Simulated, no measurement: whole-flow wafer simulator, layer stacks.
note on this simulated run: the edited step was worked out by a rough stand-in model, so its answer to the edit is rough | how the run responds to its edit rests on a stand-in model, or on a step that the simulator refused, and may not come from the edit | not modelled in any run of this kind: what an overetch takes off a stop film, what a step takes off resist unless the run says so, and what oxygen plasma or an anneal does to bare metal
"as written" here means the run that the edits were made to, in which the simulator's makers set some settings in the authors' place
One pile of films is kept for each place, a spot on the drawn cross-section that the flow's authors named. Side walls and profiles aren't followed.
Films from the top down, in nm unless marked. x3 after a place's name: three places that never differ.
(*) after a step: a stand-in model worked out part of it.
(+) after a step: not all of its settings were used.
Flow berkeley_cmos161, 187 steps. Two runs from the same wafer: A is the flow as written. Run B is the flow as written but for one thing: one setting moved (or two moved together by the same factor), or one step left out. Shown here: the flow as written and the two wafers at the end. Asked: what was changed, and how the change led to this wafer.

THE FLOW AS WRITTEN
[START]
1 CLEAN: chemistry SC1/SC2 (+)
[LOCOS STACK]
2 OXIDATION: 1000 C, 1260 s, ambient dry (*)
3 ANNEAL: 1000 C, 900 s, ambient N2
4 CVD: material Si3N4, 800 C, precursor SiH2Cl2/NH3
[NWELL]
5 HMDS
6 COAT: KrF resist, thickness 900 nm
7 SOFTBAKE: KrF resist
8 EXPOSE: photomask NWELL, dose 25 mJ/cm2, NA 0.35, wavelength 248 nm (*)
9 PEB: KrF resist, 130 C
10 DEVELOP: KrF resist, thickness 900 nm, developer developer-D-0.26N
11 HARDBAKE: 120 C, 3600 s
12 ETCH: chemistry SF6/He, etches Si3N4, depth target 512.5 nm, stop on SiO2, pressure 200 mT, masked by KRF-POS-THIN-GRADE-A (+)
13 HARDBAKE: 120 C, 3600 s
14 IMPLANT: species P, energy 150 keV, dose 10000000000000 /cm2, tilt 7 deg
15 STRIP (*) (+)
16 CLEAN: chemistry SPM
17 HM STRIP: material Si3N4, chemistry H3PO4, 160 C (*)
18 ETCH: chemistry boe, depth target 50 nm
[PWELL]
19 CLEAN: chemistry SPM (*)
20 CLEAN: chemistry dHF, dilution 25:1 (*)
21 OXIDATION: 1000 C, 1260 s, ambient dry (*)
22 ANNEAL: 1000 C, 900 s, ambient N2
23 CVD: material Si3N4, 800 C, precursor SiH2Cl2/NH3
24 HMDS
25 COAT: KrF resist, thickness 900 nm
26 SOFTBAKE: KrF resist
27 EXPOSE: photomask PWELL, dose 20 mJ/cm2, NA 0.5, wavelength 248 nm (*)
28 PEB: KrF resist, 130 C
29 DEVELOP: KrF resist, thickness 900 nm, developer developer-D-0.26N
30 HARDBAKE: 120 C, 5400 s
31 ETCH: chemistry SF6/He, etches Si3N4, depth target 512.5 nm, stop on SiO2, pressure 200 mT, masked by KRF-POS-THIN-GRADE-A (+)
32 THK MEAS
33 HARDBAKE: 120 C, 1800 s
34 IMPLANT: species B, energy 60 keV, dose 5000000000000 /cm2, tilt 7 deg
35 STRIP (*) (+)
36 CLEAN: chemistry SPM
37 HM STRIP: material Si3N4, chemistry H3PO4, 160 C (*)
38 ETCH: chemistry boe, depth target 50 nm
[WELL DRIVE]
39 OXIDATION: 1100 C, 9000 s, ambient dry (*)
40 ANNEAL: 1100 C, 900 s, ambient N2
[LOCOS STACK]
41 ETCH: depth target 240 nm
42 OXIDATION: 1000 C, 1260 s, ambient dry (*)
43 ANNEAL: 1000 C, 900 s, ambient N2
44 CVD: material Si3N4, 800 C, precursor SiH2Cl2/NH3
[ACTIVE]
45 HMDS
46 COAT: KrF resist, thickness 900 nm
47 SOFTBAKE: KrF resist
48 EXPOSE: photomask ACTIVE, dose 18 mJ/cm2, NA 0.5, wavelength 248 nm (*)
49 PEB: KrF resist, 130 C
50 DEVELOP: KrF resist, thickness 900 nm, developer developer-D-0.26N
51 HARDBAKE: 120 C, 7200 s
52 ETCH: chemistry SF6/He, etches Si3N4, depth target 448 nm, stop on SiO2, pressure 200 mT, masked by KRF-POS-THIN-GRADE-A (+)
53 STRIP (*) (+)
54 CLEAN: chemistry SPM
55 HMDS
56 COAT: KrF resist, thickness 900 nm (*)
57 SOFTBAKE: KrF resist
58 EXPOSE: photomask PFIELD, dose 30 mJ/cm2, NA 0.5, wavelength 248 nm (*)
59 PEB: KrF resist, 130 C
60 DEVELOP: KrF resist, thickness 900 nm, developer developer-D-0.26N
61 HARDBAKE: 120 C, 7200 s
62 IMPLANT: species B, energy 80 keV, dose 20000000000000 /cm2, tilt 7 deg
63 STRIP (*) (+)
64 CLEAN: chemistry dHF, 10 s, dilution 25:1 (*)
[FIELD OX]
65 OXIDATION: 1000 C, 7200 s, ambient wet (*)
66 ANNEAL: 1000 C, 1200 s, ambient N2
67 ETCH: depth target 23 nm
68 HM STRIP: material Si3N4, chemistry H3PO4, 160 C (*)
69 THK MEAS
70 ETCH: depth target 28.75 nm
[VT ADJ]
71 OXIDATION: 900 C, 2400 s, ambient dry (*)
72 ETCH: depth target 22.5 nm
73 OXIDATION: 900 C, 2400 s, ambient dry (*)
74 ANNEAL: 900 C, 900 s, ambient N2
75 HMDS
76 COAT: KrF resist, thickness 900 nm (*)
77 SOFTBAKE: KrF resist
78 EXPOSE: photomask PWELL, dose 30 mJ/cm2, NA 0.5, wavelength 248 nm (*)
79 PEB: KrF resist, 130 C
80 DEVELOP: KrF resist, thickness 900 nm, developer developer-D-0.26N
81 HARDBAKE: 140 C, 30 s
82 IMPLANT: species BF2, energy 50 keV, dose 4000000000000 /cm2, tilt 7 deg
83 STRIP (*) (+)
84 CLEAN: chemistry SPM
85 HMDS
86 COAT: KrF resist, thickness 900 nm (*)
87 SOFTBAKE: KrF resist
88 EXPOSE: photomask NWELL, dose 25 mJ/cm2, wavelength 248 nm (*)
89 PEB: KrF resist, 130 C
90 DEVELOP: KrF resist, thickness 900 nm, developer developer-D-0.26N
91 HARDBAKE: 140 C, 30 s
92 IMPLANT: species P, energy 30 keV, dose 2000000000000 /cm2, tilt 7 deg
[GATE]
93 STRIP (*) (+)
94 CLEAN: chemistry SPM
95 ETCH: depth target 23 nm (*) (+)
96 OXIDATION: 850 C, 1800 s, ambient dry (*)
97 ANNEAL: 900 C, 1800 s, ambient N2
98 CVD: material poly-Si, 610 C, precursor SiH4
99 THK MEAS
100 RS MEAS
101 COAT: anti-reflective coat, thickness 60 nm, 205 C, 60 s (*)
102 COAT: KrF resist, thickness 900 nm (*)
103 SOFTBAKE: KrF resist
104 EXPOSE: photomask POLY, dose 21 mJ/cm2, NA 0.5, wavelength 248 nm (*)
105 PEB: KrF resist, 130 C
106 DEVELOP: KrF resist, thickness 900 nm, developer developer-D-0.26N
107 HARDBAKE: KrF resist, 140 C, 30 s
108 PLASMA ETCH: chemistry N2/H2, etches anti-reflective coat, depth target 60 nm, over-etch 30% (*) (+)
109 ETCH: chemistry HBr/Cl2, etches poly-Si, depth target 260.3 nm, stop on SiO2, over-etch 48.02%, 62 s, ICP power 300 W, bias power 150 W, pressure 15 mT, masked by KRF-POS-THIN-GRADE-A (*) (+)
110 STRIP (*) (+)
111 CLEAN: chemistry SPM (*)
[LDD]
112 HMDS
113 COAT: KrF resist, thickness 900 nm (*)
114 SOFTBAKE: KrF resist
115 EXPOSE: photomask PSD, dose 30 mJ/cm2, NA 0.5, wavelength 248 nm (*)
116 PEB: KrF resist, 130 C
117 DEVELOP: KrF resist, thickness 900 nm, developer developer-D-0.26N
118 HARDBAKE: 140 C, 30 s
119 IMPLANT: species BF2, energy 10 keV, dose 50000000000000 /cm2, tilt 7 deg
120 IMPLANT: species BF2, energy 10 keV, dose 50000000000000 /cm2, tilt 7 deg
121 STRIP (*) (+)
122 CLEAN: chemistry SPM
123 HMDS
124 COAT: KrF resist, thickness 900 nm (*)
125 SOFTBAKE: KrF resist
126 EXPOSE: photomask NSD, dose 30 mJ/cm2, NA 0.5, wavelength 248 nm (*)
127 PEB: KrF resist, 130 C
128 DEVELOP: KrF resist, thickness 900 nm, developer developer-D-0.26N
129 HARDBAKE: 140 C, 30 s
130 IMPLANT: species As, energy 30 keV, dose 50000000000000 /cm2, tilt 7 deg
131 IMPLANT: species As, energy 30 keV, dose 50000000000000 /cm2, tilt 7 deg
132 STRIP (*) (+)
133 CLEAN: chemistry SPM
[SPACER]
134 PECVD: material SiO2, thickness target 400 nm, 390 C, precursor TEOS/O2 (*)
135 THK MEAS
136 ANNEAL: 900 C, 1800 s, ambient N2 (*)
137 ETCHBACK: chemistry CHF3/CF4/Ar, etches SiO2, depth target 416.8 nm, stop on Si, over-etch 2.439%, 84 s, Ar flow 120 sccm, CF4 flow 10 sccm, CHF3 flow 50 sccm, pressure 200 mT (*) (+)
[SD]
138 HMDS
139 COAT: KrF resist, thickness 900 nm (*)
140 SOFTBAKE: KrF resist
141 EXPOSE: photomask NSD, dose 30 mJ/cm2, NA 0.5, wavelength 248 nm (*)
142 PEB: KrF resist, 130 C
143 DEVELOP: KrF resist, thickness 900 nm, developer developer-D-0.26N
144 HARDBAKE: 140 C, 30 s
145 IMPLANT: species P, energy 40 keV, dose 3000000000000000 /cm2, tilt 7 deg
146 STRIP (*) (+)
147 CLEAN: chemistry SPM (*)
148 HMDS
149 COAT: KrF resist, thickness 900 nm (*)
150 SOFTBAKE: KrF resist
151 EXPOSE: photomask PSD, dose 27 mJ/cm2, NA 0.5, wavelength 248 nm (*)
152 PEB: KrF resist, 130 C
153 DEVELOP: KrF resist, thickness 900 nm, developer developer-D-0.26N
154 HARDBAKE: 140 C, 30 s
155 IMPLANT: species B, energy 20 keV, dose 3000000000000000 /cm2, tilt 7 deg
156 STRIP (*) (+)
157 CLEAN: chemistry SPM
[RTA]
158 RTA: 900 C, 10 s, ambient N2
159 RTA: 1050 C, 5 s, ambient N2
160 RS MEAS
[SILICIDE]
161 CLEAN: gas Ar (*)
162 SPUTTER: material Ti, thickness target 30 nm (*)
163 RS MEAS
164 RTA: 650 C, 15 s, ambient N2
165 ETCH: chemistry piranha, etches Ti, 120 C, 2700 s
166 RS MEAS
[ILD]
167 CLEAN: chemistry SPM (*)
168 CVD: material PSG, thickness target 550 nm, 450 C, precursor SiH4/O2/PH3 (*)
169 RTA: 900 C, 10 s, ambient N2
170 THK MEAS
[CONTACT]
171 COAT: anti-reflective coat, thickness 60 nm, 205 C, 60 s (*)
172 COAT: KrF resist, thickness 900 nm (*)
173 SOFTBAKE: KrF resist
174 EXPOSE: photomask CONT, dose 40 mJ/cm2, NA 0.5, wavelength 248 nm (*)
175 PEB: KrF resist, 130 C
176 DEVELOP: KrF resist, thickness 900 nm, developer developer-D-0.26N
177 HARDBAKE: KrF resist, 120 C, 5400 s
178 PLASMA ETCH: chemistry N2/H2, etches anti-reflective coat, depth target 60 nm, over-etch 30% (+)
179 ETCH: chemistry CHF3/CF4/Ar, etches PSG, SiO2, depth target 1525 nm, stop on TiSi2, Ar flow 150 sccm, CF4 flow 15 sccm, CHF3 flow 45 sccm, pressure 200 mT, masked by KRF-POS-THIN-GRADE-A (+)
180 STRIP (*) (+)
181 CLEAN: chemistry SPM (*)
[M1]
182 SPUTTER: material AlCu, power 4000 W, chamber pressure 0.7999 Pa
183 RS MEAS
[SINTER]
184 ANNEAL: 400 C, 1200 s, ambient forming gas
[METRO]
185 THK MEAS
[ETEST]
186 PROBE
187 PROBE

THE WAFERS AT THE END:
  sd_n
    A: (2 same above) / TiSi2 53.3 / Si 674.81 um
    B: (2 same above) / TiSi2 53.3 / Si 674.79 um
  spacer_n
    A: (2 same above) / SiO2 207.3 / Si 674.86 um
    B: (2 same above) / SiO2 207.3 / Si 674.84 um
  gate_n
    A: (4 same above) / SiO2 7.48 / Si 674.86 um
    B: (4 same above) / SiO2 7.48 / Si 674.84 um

The cause: step 39, OXIDATION: 1155 C was run, where the flow has 1100 C.

How the change led to this, step by step:
  39 OXIDATION: 1100 C, 9000 s, ambient dry (*)
      field, sd_n, spacer_n and 6 more: A SiO2 +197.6 (new film), Si -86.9 | B SiO2 +253.6 (new film), Si -111.6
  41 ETCH: depth target 240 nm
      field, sd_n, spacer_n and 6 more: A SiO2 -197.6 (all of it) | B SiO2 -240
  42 OXIDATION: 1000 C, 1260 s, ambient dry (*)
      field, sd_n, spacer_n and 6 more: A SiO2 +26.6 (new film), Si -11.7 | B SiO2 +16.8, Si -7.41
  70 ETCH: depth target 28.75 nm
      sd_n, sd_p: A SiO2 -25 (all of it) | B SiO2 -28.8
      spacer_n, gate_n, spacer_p, gate_p, contact, m1: A SiO2 -24.8 (all of it) | B SiO2 -28.7 (all of it)
  71 OXIDATION: 900 C, 2400 s, ambient dry (*)
      sd_n, sd_p: A SiO2 +14.9 (new film), Si -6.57 | B SiO2 +14.4, Si -6.34
